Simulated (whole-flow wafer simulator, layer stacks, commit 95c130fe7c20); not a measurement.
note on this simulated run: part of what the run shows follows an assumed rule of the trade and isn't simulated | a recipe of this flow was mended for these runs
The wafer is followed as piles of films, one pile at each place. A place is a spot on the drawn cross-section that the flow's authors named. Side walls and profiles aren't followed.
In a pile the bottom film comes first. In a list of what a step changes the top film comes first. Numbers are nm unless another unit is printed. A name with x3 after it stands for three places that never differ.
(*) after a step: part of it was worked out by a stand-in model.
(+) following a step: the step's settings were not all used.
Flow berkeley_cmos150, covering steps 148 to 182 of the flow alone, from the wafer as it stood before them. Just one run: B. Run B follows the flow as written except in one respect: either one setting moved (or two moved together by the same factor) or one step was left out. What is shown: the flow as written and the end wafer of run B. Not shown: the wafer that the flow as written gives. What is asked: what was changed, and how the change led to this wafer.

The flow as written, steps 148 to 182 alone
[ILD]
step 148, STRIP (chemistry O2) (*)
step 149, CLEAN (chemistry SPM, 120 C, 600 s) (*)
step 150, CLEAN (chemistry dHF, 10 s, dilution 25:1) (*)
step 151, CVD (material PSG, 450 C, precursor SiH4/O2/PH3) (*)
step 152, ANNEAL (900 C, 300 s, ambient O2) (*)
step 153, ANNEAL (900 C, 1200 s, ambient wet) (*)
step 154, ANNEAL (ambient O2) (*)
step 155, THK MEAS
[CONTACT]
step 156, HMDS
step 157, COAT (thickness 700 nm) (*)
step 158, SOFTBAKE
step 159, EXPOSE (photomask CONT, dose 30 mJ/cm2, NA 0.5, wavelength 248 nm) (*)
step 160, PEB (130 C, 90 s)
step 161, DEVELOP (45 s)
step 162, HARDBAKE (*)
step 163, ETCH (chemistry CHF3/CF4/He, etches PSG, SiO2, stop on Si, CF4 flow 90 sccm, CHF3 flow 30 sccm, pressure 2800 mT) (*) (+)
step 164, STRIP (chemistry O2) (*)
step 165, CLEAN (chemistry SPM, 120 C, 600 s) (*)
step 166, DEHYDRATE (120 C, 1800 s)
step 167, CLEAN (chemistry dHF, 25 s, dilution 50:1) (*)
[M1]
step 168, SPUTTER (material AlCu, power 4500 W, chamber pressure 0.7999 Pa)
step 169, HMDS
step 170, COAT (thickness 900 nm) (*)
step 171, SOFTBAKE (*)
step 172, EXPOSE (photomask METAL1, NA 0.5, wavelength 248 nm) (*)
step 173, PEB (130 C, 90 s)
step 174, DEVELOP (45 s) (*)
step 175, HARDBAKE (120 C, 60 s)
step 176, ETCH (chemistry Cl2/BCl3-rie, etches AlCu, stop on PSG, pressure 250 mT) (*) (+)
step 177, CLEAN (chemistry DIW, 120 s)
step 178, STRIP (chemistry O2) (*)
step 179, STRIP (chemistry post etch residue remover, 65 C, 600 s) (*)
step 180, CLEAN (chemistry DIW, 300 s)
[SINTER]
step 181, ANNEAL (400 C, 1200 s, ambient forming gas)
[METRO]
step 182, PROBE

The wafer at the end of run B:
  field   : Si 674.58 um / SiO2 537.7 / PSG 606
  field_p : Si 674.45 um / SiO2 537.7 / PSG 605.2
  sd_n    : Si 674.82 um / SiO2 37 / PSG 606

Cause: step 150, CLEAN: 16 s was run, though the flow has 10 s.

Step by step, how the change led to this:
  step 150, CLEAN (chemistry dHF, 10 s, dilution 25:1) (*)
      sd_n, contact, m1: SiO2 loses 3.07 (as written it would have been: SiO2 loses 1.92)
      field, field_p: SiO2 loses 3.06 (as written it would have been: SiO2 loses 1.91)
      (also at 1 further place)
  step 163, ETCH (chemistry CHF3/CF4/He, etches PSG, SiO2, stop on Si, CF4 flow 90 sccm, CHF3 flow 30 sccm, pressure 2800 mT) (*) (+)
      contact: PSG loses 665 (all of it), SiO2 loses 37 (all of it), Si loses 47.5 (as written it would have been: PSG loses 665 (all of it), SiO2 loses 38.1 (all of it), Si loses 47.5)
